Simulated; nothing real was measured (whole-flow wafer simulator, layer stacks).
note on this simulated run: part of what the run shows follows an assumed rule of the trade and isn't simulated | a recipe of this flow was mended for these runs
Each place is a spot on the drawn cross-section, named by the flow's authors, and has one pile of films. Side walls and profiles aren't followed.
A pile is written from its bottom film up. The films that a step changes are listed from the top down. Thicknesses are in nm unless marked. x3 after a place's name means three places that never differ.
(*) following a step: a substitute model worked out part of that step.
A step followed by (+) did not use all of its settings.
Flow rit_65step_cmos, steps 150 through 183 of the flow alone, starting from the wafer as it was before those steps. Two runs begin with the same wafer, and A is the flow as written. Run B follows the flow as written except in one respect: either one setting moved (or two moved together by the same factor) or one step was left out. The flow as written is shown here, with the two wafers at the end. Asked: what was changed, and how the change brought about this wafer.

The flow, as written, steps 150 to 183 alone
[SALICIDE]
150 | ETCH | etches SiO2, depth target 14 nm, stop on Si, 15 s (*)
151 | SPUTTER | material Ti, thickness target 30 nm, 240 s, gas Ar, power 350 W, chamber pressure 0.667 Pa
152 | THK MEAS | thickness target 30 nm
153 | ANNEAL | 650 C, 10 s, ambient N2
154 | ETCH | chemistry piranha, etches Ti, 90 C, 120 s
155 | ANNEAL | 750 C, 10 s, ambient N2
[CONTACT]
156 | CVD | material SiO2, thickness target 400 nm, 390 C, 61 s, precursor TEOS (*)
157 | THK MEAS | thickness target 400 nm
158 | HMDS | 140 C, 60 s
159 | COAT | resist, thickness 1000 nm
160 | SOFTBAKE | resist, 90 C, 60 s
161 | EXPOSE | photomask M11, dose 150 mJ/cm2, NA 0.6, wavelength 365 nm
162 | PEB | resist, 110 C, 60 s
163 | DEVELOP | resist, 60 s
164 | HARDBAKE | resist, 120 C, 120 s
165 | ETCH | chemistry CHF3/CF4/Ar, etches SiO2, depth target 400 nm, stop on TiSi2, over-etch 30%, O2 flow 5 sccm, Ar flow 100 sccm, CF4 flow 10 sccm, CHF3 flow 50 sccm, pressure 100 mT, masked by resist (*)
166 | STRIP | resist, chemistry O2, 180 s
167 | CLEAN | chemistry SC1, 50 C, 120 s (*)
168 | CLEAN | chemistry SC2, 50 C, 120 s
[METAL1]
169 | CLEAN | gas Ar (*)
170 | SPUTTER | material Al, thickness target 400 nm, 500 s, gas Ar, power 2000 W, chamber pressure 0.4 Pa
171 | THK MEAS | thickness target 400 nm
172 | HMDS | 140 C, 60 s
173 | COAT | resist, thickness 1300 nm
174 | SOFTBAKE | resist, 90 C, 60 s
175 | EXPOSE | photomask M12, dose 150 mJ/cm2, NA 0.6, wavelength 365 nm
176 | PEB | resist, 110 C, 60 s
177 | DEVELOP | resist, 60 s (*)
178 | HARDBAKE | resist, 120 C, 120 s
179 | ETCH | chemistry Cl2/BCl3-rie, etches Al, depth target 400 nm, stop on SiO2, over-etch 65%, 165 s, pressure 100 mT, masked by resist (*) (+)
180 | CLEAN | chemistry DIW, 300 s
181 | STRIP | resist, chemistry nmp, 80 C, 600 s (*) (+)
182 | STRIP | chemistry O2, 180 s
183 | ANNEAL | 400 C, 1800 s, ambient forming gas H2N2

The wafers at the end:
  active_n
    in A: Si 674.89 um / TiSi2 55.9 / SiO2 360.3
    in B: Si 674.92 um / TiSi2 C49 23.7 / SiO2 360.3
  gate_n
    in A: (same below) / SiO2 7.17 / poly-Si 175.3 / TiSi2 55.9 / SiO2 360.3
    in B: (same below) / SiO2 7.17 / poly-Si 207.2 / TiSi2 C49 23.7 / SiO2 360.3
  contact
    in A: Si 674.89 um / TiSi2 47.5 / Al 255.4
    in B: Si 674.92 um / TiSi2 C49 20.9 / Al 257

The reason: step 151, SPUTTER: thickness target 12 nm was run, whereas the flow has thickness target 30 nm; step 151, SPUTTER: 96 s was run, where the flow has 240 s.

How this came from the change, step by step:
  151 | SPUTTER | material Ti, thickness target 30 nm, 240 s, gas Ar, power 350 W, chamber pressure 0.667 Pa
      field, field_pw, field_nw and 11 more: A Ti gains 30 (new film) | B Ti gains 12 (new film)
  153 | ANNEAL | 650 C, 10 s, ambient N2
      active_n, active_p, sd_n, sd_p, contact, m1: A Ti loses 23.4, TiSi first gains 15 (new film), TiSi2 C49 gains 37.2 (new film), Si loses 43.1 | B Ti loses 9.36, TiSi2 C49 gains 23.8 (new film), Si loses 21.2
      gate_n, gate_p: A Ti loses 23.4, TiSi first gains 15 (new film), TiSi2 C49 gains 37.2 (new film), poly-Si loses 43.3 | B Ti loses 9.36, TiSi2 C49 gains 23.8 (new film), poly-Si loses 21.3
  154 | ETCH | chemistry piranha, etches Ti, 90 C, 120 s
      active_n, active_p, gate_n, gate_p, sd_n, sd_p, contact, m1: A Ti loses 6.6 (all of it), TiSi first loses 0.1 | B Ti loses 2.64 (all of it), TiSi2 C49 loses 0.11
      field, field_pw, field_nw, field_p, spacer, spacer_p: A Ti loses 30 (all of it) | B Ti loses 12 (all of it)
  155 | ANNEAL | 750 C, 10 s, ambient N2
      active_n, active_p, sd_n, sd_p, contact, m1: A TiSi2 gains 55.9 (new film), TiSi first loses 14.9 (all of it), TiSi2 C49 loses 37.2 (all of it), Si loses 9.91 | B nothing
      gate_n, gate_p: A TiSi2 gains 55.9 (new film), TiSi first loses 14.9 (all of it), TiSi2 C49 loses 37.2 (all of it), poly-Si loses 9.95 | B nothing
  165 | ETCH | chemistry CHF3/CF4/Ar, etches SiO2, depth target 400 nm, stop on TiSi2, over-etch 30%, O2 flow 5 sccm, Ar flow 100 sccm, CF4 flow 10 sccm, CHF3 flow 50 sccm, pressure 100 mT, masked by resist (*)
      contact: A SiO2 loses 400 (all of it), TiSi2 loses 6 | B SiO2 loses 400 (all of it)
  169 | CLEAN | gas Ar (*)
      contact: A TiSi2 loses 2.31 | B TiSi2 C49 loses 2.44
